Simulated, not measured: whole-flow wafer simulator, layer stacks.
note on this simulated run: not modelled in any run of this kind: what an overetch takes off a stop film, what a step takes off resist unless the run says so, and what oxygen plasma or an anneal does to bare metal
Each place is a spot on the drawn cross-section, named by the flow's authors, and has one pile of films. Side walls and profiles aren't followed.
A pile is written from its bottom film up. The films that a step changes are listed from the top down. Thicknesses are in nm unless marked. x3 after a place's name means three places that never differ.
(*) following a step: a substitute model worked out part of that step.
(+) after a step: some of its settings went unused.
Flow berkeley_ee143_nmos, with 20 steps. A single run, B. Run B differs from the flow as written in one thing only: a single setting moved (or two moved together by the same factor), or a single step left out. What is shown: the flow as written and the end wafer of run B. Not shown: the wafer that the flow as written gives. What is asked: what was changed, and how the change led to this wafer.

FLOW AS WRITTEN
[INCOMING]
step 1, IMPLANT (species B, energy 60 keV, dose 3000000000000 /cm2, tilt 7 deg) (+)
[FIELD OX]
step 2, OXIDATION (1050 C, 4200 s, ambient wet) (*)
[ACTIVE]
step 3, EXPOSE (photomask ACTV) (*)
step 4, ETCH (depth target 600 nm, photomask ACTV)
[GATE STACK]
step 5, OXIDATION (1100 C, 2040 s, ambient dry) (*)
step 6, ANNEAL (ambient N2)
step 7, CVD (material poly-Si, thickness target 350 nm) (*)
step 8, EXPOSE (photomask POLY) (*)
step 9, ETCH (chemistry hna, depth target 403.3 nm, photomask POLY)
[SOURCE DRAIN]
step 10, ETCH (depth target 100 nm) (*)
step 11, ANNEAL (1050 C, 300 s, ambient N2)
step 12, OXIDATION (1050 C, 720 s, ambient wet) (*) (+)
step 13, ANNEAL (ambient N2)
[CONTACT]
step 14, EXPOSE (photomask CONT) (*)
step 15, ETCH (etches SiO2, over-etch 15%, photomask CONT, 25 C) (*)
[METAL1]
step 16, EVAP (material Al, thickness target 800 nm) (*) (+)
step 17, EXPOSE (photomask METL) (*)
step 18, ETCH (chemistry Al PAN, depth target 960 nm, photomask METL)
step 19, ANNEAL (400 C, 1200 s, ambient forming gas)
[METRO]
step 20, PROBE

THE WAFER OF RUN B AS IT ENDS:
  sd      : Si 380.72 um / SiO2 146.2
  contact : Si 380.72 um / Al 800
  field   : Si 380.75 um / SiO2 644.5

The reason: step 9, ETCH: depth target 320.7 nm was run, though the flow has depth target 403.3 nm.

Step by step, how the change led to this:
  step 9, ETCH (chemistry hna, depth target 403.3 nm, photomask POLY)
      sd, contact, field: -320.7 poly-Si (in the flow as written it would be: -350 poly-Si (all of it))
  step 10, ETCH (depth target 100 nm) (*)
      sd, contact: nothing (in the flow as written it would be: -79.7 SiO2 (all of it))
      field: nothing (in the flow as written it would be: -100 SiO2)
  step 12, OXIDATION (1050 C, 720 s, ambient wet) (*) (+)
      sd, contact: -29.3 poly-Si (all of it), +66.5 SiO2 (in the flow as written it would be: +189.4 SiO2 (new film), -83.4 Si)
      field: -29.3 poly-Si (all of it), +66.5 SiO2 (in the flow as written it would be: +69.1 SiO2, -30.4 Si)
  step 15, ETCH (etches SiO2, over-etch 15%, photomask CONT, 25 C) (*)
      contact: -146.2 SiO2 (all of it) (in the flow as written it would be: -189.4 SiO2 (all of it))
